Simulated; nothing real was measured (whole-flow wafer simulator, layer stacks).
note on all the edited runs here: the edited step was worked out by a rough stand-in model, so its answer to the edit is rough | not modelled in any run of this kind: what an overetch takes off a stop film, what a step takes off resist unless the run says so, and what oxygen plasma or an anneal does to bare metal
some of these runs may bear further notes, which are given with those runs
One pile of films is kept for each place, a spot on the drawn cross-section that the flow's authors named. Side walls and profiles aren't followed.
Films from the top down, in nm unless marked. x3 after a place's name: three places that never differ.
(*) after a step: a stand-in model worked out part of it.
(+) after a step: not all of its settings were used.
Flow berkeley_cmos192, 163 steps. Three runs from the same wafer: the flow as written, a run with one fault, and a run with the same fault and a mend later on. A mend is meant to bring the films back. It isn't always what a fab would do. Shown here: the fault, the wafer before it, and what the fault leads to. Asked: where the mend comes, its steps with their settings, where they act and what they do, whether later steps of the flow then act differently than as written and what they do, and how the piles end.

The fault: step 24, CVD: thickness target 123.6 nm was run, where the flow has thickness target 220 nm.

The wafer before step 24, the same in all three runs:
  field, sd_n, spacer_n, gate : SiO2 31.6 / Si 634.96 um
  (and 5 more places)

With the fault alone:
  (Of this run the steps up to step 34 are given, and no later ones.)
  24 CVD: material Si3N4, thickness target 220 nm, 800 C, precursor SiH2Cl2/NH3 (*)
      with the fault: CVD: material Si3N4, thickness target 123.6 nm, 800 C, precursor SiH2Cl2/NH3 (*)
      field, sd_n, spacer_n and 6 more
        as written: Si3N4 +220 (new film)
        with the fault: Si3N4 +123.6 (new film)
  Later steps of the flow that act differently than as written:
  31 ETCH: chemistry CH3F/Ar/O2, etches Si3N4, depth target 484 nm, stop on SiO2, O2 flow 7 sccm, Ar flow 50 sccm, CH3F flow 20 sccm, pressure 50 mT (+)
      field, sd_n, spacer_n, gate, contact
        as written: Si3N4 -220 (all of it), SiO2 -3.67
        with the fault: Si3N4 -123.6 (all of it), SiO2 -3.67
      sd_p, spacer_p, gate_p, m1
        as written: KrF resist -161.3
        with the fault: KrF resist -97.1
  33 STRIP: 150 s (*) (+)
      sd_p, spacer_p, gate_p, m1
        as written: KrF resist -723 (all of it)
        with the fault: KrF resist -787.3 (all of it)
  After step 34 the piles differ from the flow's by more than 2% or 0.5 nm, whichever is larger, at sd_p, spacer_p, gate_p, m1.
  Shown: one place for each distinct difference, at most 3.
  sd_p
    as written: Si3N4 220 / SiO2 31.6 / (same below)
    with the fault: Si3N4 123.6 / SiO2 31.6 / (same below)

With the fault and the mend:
  The mend comes after step 24.
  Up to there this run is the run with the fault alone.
  24a CVD: material Si3N4, thickness target 96.36 nm, 800 C, precursor SiH2Cl2/NH3 (*) (the flow's step 24 once more, with other settings)
      field, sd_n, spacer_n and 6 more
        Si3N4 +96.4
  No later step of the flow acts differently than as written, at any place that is followed, by more than 2% or 0.5 nm, whichever is larger.
  At the end the piles are the same as the flow's at every place that both follow.
